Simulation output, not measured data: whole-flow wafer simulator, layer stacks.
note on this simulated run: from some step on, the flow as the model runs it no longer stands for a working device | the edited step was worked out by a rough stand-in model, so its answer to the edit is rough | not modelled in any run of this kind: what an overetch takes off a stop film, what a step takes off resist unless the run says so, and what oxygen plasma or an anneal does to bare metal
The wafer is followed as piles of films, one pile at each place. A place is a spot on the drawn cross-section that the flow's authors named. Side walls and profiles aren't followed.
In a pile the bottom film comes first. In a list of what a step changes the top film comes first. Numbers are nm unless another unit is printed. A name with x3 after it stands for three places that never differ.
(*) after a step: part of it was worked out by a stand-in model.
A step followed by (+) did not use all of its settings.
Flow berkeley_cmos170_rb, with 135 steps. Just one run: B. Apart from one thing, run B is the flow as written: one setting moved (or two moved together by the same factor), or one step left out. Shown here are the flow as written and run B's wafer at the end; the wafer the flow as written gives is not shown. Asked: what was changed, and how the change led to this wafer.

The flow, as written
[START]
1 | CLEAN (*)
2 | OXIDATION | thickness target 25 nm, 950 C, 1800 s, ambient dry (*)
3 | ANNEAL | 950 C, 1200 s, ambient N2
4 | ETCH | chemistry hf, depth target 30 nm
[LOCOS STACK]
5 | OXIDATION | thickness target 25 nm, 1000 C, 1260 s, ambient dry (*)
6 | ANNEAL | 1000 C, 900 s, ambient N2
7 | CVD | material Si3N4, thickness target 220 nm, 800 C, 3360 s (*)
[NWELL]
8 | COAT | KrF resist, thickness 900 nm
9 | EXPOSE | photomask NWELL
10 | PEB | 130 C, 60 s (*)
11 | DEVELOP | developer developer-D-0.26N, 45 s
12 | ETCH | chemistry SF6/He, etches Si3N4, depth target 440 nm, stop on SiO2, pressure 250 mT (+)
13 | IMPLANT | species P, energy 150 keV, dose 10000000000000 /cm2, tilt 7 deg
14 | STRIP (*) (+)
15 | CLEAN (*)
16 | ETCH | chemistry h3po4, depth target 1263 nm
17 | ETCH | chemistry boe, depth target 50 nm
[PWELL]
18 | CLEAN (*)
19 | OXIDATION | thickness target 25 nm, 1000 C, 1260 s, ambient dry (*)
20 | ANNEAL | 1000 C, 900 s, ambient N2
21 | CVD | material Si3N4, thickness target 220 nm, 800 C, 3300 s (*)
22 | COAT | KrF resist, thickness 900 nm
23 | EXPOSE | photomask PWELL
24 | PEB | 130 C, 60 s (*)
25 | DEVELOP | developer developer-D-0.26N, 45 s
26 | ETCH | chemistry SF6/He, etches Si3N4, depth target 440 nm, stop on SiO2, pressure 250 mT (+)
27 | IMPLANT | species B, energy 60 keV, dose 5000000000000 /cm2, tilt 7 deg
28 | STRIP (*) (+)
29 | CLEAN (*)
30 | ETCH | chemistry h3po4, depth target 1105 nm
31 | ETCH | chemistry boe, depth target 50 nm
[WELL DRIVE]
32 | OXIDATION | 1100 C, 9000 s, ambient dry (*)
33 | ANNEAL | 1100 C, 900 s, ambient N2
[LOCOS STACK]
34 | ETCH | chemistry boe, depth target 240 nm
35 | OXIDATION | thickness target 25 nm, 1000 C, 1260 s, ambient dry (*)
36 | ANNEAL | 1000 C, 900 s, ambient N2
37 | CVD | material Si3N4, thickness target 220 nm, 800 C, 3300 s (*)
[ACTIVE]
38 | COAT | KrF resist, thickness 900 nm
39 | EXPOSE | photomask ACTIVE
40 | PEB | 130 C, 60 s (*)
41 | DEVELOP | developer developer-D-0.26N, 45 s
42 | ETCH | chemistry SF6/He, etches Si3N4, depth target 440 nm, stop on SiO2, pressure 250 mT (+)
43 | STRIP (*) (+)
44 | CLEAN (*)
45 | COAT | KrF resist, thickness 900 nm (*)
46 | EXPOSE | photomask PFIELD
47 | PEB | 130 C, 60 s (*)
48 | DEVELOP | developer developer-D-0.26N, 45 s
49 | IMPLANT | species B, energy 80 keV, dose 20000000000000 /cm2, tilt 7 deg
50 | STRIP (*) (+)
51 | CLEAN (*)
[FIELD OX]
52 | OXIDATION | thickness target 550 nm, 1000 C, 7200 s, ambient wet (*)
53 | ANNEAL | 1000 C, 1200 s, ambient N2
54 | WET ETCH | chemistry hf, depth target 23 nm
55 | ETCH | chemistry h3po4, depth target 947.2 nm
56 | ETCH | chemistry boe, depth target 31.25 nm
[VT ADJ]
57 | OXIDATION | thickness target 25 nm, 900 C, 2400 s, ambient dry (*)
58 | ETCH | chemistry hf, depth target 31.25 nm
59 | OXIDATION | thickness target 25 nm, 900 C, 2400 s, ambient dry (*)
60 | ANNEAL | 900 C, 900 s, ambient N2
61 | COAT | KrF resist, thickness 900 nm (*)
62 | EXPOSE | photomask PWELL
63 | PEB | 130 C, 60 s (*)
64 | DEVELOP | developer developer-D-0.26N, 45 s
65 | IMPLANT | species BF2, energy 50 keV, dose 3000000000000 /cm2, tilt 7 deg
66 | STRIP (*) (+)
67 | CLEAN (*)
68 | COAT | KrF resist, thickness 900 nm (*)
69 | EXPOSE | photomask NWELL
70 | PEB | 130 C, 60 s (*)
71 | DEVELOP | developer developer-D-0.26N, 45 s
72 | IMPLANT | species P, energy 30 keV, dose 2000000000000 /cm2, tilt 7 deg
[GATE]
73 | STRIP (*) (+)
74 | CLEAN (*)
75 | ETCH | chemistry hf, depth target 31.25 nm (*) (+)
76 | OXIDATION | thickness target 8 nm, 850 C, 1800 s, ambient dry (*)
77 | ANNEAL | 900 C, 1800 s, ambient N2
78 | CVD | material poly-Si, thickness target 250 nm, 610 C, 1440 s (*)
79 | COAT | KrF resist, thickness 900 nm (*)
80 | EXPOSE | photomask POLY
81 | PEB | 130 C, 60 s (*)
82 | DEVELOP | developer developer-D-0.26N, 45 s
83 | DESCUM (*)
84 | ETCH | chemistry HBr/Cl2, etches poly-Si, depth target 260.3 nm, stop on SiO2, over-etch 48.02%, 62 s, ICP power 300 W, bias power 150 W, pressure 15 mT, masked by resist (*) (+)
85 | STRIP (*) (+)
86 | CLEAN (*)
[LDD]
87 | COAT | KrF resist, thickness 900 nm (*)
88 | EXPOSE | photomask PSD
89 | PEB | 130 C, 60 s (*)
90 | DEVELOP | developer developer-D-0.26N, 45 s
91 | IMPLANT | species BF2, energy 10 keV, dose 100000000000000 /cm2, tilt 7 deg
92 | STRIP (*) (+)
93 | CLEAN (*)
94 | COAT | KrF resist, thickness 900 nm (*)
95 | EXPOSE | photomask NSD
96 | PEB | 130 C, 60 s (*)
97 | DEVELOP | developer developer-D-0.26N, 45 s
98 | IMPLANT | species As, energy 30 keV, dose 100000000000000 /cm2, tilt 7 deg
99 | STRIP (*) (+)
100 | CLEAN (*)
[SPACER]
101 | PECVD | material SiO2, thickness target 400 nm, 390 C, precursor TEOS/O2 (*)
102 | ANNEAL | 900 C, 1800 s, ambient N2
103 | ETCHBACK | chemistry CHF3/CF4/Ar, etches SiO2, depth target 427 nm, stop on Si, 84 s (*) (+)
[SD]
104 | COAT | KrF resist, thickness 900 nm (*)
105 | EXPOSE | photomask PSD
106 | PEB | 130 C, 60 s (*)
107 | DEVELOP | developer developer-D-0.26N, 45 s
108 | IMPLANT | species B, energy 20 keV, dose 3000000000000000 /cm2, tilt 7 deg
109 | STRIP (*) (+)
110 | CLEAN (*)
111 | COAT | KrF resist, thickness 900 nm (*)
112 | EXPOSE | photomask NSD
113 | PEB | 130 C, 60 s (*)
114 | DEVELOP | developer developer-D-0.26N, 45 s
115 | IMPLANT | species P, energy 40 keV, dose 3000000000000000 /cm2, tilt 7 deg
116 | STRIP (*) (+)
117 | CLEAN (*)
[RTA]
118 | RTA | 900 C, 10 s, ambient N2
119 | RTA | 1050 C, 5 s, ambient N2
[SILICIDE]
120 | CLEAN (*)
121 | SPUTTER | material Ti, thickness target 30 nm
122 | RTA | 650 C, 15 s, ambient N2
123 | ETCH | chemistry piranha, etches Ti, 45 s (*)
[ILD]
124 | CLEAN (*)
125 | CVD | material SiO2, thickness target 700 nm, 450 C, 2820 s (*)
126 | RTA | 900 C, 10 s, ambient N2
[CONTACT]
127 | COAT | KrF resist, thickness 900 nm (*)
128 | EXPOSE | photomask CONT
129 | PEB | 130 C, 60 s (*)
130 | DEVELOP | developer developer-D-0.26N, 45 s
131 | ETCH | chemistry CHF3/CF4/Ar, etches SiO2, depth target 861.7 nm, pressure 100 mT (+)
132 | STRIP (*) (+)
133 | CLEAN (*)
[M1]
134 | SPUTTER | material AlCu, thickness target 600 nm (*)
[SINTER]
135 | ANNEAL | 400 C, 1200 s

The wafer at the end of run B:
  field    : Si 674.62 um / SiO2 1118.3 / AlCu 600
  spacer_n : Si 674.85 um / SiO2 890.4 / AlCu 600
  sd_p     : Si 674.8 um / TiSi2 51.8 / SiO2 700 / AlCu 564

Cause: step 101, PECVD: thickness target 360 nm was run, while the flow as written has thickness target 400 nm.

The path from the change to this, step by step:
  101 | PECVD | material SiO2, thickness target 400 nm, 390 C, precursor TEOS/O2 (*)
      field, sd_n, contact, m1: +360 SiO2 (it would be, as written: +400 SiO2)
      gate, gate_p: +360 SiO2 (new film) (it would be, as written: +400 SiO2 (new film))
      (also at 3 further places)
  103 | ETCHBACK | chemistry CHF3/CF4/Ar, etches SiO2, depth target 427 nm, stop on Si, 84 s (*) (+)
      sd_n, contact, m1: -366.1 SiO2 (all of it) (it would be, as written: -406.1 SiO2 (all of it))
      gate, gate_p: -360 SiO2 (all of it) (it would be, as written: -400 SiO2 (all of it))
      (also at 1 further place)
  104 | COAT | KrF resist, thickness 900 nm (*)
      field: +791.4 KrF resist (new film) (it would be, as written: +769.1 KrF resist (new film))
      spacer_n: +792.4 KrF resist (new film) (it would be, as written: +766.3 KrF resist (new film))
      (also at 1 further place)
  107 | DEVELOP | developer developer-D-0.26N, 45 s
      spacer_p: -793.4 KrF resist (all of it) (it would be, as written: -767.7 KrF resist (all of it))
  109 | STRIP (*) (+)
      field: -777.2 KrF resist (all of it) (it would be, as written: -754.9 KrF resist (all of it))
      spacer_n: -778.2 KrF resist (all of it) (it would be, as written: -752.1 KrF resist (all of it))
  111 | COAT | KrF resist, thickness 900 nm (*)
      field: +791.4 KrF resist (new film) (it would be, as written: +769.1 KrF resist (new film))
      spacer_n: +792.4 KrF resist (new film) (it would be, as written: +766.3 KrF resist (new film))
      (also at 1 further place)
  114 | DEVELOP | developer developer-D-0.26N, 45 s
      spacer_n: -792.4 KrF resist (all of it) (it would be, as written: -766.3 KrF resist (all of it))
  116 | STRIP (*) (+)
      field: -777.2 KrF resist (all of it) (it would be, as written: -754.9 KrF resist (all of it))
      spacer_p: -779.2 KrF resist (all of it) (it would be, as written: -753.5 KrF resist (all of it))
  121 | SPUTTER | material Ti, thickness target 30 nm
      sd_p: +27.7 Ti (new film) (it would be, as written: +27.1 Ti (new film))
  122 | RTA | 650 C, 15 s, ambient N2
      sd_p: -21.6 Ti, +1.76 TiSi first (new film), +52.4 TiSi2 C49 (new film), -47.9 Si (it would be, as written: -21.1 Ti, +0.61 TiSi first (new film), +52.9 TiSi2 C49 (new film), -47.6 Si)
  126 | RTA | 900 C, 10 s, ambient N2
      sd_p: under 1 film: +51.8 TiSi2 (new film), -1.76 TiSi first (all of it), -52.4 TiSi2 C49 (all of it), -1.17 Si (it would be, as written: under 1 film: +50.7 TiSi2 (new film), -0.61 TiSi first (all of it), -52.9 TiSi2 C49 (all of it), -0.41 Si)
  127 | COAT | KrF resist, thickness 900 nm (*)
      sd_n: +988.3 KrF resist (new film) (it would be, as written: +1010 KrF resist (new film))
      gate: +775.8 KrF resist (new film) (it would be, as written: +798.4 KrF resist (new film))
      (also at 2 further places)
  132 | STRIP (*) (+)
      field: -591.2 KrF resist (all of it) (it would be, as written: -575.3 KrF resist (all of it))
      sd_n: -758.7 KrF resist (all of it) (it would be, as written: -780.4 KrF resist (all of it))
      (also at 6 further places)
  134 | SPUTTER | material AlCu, thickness target 600 nm (*)
      sd_p: +564 AlCu (new film) (it would be, as written: +545.9 AlCu (new film))
